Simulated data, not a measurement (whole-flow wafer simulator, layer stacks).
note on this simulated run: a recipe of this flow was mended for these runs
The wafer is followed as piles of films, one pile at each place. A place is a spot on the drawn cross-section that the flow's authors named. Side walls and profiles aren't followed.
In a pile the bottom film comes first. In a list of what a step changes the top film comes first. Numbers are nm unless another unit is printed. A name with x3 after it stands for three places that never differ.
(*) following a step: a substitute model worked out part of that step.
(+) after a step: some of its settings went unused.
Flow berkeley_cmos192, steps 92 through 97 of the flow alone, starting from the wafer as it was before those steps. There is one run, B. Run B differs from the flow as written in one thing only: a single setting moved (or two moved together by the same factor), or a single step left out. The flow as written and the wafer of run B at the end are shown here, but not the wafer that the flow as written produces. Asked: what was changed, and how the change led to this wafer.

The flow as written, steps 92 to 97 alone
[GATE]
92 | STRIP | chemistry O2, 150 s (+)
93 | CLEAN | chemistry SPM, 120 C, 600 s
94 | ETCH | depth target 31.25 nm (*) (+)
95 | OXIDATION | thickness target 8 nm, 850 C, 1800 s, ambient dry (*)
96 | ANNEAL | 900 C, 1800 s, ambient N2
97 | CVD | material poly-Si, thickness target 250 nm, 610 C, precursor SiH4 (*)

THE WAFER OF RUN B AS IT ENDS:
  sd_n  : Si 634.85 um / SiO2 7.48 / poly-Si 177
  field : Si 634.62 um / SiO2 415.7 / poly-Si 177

What caused this: step 97, CVD: thickness target 177 nm was run, while the flow as written has thickness target 250 nm.
One can read it off the wafer: sd_n has poly-Si 177, and step 97 as written asks for 250 nm.

The path from the change to this, step by step:
  97 | CVD | material poly-Si, thickness target 250 nm, 610 C, precursor SiH4 (*)
      field, sd_n, spacer_n, gate, sd_p, spacer_p x2, contact, m1: poly-Si gains 177 (new film) (as written it would have been: poly-Si gains 250 (new film))
